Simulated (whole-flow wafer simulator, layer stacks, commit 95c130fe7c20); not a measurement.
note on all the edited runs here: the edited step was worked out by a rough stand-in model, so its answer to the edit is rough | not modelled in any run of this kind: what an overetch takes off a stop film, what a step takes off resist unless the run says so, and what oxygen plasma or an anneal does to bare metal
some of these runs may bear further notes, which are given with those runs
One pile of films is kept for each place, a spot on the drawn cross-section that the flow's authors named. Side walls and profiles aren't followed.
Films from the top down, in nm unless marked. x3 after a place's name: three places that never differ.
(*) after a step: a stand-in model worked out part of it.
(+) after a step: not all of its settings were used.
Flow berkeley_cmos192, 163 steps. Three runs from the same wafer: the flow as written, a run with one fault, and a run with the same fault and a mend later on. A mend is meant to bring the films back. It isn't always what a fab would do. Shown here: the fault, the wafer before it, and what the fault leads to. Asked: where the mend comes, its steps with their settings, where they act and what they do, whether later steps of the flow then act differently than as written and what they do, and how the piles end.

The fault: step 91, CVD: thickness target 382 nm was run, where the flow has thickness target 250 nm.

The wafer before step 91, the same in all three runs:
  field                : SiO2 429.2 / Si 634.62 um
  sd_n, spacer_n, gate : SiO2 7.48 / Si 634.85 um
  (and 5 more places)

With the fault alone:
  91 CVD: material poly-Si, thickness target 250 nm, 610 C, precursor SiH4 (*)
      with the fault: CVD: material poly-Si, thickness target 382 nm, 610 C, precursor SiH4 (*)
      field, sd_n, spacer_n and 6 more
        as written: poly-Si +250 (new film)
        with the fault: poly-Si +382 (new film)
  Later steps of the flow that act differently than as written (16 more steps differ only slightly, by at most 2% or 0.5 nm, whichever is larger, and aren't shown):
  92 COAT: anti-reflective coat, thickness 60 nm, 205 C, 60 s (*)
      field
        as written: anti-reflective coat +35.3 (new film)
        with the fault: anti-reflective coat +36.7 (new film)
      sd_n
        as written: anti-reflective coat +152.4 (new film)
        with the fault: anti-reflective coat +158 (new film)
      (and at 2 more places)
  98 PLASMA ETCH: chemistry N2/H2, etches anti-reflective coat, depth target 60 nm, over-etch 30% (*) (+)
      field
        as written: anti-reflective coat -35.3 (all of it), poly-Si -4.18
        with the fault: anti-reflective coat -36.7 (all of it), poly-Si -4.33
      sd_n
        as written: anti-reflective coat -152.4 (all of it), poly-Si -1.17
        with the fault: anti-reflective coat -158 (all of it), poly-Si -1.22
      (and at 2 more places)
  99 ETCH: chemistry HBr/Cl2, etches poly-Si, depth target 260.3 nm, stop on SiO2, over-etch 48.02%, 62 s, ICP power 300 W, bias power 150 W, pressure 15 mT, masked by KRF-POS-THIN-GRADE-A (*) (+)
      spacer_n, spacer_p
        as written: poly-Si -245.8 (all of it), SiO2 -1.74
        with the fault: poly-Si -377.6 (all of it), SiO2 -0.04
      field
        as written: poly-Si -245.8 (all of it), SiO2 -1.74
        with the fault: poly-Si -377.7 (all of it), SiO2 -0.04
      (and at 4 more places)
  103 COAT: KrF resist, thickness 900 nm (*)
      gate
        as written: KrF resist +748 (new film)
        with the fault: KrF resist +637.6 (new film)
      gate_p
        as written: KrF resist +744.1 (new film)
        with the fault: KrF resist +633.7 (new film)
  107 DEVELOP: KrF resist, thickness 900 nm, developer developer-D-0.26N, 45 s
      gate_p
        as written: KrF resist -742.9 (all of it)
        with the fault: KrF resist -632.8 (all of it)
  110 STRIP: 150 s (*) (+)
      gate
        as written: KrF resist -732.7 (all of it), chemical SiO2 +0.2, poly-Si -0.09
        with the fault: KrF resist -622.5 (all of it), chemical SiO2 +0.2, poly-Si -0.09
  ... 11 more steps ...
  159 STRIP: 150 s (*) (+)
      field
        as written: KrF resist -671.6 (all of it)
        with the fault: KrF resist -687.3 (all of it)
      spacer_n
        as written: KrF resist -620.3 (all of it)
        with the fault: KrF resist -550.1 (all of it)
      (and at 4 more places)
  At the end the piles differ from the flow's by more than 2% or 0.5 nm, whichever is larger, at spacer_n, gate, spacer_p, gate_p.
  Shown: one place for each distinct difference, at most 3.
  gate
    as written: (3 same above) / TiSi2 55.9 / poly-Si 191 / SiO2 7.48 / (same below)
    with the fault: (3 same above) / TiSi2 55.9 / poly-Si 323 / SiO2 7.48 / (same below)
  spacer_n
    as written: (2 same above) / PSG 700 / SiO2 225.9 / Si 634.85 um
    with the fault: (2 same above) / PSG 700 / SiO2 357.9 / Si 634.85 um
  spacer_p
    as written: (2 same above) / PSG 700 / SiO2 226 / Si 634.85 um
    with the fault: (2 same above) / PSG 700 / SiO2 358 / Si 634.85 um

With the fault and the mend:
  The mend comes after step 91.
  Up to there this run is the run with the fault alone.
  91a ETCH: chemistry tmah, depth target 439.3 nm
      field, sd_n, spacer_n and 6 more
        poly-Si -382 (all of it)
  91b CLEAN: chemistry SPM (the flow's step 87 once more)
      changes no film at any place that is followed
  91c CVD: material poly-Si, thickness target 250 nm, 610 C, precursor SiH4 (*) (the flow's step 91 once more)
      field, sd_n, spacer_n and 6 more
        poly-Si +250 (new film)
  No later step of the flow acts differently than as written at any place that is followed.
  At the end the piles are the same as the flow's at every place that both follow.
